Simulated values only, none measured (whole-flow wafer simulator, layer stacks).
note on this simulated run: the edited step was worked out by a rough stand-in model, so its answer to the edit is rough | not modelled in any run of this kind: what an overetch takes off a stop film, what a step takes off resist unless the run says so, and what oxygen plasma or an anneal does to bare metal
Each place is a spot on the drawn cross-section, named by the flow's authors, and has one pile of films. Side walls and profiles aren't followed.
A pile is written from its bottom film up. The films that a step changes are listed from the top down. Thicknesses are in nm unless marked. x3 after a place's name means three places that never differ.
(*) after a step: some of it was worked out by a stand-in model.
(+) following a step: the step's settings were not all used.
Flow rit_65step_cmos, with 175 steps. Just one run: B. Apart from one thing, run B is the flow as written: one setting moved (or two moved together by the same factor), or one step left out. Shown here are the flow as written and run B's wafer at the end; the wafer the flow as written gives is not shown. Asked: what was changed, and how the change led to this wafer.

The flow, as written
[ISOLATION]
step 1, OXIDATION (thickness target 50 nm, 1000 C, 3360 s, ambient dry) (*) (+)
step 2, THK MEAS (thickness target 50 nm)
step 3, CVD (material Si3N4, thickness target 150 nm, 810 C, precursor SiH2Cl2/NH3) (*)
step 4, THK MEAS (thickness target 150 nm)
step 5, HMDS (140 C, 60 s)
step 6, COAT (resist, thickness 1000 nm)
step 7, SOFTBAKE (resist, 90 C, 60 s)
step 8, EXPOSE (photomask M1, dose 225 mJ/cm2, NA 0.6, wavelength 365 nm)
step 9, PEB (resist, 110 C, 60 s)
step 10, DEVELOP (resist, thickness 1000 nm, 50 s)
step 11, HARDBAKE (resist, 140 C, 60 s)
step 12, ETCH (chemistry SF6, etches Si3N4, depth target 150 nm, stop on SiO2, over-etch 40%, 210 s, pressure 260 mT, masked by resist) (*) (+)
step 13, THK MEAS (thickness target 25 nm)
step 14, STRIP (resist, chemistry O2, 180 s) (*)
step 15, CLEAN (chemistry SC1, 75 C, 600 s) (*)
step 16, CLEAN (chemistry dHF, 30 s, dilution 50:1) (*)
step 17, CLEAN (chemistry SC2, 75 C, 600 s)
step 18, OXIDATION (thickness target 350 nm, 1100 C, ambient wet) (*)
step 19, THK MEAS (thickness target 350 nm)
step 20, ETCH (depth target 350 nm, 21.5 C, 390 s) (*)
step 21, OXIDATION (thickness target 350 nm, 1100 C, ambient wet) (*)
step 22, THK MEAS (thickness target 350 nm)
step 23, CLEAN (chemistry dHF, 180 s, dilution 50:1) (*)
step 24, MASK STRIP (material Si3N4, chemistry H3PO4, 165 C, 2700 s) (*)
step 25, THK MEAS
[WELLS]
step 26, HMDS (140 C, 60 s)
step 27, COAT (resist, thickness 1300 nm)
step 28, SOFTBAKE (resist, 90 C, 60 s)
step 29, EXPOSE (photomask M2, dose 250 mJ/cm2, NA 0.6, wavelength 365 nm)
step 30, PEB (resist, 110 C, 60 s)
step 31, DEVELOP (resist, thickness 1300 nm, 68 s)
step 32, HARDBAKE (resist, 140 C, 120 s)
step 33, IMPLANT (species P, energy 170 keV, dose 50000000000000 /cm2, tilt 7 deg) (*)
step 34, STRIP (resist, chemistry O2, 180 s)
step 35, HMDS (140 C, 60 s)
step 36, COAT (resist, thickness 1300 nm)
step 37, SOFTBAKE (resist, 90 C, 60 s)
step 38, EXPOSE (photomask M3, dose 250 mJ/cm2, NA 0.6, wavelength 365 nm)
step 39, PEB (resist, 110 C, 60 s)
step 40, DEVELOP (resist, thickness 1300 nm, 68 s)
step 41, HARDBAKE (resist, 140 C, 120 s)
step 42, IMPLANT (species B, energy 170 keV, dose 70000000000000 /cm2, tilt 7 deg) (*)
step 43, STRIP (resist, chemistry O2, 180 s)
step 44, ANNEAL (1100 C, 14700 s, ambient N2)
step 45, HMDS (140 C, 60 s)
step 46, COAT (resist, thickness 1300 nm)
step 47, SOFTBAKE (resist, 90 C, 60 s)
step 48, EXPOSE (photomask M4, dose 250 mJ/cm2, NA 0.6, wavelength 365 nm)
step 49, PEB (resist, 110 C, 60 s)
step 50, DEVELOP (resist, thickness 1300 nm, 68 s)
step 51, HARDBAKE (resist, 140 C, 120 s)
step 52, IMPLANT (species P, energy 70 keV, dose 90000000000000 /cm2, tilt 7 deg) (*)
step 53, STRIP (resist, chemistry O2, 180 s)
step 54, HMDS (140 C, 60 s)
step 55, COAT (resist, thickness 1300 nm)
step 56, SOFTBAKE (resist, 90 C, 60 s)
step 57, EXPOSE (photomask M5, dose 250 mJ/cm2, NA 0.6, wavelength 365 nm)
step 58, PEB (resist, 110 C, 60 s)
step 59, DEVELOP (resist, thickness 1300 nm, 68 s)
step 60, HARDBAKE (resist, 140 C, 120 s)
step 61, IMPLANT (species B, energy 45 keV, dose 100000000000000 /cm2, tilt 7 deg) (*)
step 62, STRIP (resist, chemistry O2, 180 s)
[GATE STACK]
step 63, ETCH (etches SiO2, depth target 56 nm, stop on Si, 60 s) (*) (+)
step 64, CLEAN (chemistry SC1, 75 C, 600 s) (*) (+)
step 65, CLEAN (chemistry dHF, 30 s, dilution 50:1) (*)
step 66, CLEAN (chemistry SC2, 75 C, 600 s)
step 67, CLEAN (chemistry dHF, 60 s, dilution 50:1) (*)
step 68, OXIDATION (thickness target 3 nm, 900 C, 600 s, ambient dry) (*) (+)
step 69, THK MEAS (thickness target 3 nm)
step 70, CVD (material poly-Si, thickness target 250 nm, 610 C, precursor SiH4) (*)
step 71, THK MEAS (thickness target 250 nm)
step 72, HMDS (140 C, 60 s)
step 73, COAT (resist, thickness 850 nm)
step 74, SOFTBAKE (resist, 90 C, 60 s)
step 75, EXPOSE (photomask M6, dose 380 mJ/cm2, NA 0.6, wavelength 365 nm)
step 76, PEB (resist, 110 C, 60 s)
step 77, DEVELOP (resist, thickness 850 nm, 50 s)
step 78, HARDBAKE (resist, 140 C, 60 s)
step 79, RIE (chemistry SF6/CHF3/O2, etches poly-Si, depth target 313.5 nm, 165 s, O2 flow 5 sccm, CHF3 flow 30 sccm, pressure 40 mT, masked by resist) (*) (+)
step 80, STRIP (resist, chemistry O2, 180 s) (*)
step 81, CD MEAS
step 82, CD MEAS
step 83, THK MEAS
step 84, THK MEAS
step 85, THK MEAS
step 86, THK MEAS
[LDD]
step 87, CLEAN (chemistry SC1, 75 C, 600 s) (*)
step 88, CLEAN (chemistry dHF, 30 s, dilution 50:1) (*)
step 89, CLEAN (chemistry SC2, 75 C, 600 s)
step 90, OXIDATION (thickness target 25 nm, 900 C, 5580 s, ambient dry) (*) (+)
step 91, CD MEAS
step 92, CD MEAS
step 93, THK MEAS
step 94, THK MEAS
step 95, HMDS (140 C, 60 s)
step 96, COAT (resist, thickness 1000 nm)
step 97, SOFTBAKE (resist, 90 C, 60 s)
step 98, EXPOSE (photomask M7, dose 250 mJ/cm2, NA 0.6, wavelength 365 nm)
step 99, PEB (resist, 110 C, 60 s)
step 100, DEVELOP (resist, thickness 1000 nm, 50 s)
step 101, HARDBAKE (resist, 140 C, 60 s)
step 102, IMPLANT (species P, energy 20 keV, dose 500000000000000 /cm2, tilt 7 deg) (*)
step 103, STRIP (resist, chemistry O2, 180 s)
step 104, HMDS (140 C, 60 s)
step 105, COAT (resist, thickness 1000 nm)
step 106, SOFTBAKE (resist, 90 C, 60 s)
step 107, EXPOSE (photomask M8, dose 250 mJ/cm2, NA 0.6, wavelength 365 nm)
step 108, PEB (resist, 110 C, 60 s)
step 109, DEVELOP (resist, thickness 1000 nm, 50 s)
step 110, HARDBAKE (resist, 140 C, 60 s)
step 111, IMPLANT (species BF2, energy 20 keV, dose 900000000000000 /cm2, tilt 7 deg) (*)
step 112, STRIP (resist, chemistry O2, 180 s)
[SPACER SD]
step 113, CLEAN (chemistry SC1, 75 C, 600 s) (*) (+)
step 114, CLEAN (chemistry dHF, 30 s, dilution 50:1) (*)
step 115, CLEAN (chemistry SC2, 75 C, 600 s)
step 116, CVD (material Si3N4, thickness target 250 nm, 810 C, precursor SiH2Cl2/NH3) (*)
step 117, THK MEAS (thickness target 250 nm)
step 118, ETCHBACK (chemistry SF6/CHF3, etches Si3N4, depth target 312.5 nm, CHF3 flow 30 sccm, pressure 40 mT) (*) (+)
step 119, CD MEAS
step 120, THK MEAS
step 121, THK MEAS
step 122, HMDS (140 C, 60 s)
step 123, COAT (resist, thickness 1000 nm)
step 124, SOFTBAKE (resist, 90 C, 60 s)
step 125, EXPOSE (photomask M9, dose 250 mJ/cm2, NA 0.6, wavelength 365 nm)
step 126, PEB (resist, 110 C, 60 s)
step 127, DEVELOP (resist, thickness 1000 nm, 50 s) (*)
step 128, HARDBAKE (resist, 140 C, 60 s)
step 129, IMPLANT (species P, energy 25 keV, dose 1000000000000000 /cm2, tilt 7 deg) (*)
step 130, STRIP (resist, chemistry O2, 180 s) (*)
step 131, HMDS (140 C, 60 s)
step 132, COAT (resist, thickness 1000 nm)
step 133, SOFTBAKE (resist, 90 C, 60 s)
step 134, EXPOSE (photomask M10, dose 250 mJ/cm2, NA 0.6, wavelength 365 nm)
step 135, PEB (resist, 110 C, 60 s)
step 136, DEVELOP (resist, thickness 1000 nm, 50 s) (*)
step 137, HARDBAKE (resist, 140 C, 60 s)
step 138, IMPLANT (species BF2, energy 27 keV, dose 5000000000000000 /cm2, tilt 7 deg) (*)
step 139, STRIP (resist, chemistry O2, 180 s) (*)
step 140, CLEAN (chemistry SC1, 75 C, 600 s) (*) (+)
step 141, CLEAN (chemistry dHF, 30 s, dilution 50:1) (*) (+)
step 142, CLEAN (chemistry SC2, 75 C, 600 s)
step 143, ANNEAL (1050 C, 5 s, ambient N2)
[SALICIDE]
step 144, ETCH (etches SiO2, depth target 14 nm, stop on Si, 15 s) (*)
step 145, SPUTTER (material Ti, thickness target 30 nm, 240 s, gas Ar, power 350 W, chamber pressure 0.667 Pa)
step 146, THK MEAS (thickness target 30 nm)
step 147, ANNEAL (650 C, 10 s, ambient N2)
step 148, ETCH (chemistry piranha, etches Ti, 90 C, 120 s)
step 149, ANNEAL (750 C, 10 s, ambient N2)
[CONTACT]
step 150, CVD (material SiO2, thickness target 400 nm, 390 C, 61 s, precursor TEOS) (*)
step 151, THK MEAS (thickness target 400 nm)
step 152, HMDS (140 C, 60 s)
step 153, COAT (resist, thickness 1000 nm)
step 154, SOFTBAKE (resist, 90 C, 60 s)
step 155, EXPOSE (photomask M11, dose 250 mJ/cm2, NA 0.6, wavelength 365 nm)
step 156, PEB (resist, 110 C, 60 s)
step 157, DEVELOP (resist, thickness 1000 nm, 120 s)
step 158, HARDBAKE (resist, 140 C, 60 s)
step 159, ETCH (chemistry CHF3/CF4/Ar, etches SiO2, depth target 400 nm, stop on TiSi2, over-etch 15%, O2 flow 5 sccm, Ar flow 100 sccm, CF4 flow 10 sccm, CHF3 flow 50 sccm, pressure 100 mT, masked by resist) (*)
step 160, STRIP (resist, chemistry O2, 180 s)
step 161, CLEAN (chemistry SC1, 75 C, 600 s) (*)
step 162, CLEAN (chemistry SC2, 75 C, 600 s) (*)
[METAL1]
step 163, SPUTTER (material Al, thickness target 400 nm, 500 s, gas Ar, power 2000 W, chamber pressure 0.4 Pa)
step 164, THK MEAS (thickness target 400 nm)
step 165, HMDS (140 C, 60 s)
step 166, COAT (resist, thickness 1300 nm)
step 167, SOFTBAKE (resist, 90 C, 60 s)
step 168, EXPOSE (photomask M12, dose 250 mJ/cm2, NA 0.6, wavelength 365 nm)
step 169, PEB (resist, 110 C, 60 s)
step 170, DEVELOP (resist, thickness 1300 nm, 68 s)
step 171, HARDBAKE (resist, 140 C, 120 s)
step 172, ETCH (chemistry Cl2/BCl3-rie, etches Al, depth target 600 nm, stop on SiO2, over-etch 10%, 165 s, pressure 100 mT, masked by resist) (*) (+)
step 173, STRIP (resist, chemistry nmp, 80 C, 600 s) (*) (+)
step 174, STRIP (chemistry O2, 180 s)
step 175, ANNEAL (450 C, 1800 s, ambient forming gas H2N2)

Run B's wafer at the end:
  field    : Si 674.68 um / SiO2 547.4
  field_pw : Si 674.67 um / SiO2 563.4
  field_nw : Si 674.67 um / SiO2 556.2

The reason: step 63, ETCH: depth target 28 nm was run, though the flow has depth target 56 nm; step 63, ETCH: 30 s was run, where the flow has 60 s.

Step by step, how the change led to this:
  step 63, ETCH (etches SiO2, depth target 56 nm, stop on Si, 60 s) (*) (+)
      active_n, active_p, gate_n and 7 more: SiO2 loses 28 (in the flow as written it would be: SiO2 loses 45.4 (all of it), Si loses 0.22)
      field, field_pw, field_nw, field_p: SiO2 loses 28 (in the flow as written it would be: SiO2 loses 56)
  step 64, CLEAN (chemistry SC1, 75 C, 600 s) (*) (+)
      active_n, active_p, gate_n and 7 more: SiO2 loses 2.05 (in the flow as written it would be: chemical SiO2 gains 0.6 (new film), Si loses 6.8)
  step 65, CLEAN (chemistry dHF, 30 s, dilution 50:1) (*)
      active_n, gate_n, spacer, sd_n, contact, m1: SiO2 loses 3.24 (in the flow as written it would be: chemical SiO2 loses 0.6 (all of it))
      active_p, gate_p, spacer_p, sd_p: SiO2 loses 5.64 (in the flow as written it would be: chemical SiO2 loses 0.6 (all of it))
  step 67, CLEAN (chemistry dHF, 60 s, dilution 50:1) (*)
      active_n, gate_n, spacer, sd_n, contact, m1: SiO2 loses 6.5 (in the flow as written it would be: chemical SiO2 loses 0.4 (all of it))
      gate_p, spacer_p, sd_p: SiO2 loses 9.74 (all of it) (in the flow as written it would be: chemical SiO2 loses 0.4 (all of it))
      (and at 1 other place as well)
  step 68, OXIDATION (thickness target 3 nm, 900 C, 600 s, ambient dry) (*) (+)
      active_n, gate_n, spacer, sd_n, contact, m1: SiO2 gains 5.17, Si loses 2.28 (in the flow as written it would be: SiO2 gains 7.17 (new film), Si loses 3.16)
  step 79, RIE (chemistry SF6/CHF3/O2, etches poly-Si, depth target 313.5 nm, 165 s, O2 flow 5 sccm, CHF3 flow 30 sccm, pressure 40 mT, masked by resist) (*) (+)
      active_n, spacer, sd_n, contact, m1: poly-Si loses 250 (all of it), SiO2 loses 10.8 (all of it) (in the flow as written it would be: poly-Si loses 250 (all of it), SiO2 loses 7.17 (all of it))
  step 118, ETCHBACK (chemistry SF6/CHF3, etches Si3N4, depth target 312.5 nm, CHF3 flow 30 sccm, pressure 40 mT) (*) (+)
      spacer: Si3N4 loses 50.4 (in the flow as written it would be: Si3N4 loses 54)
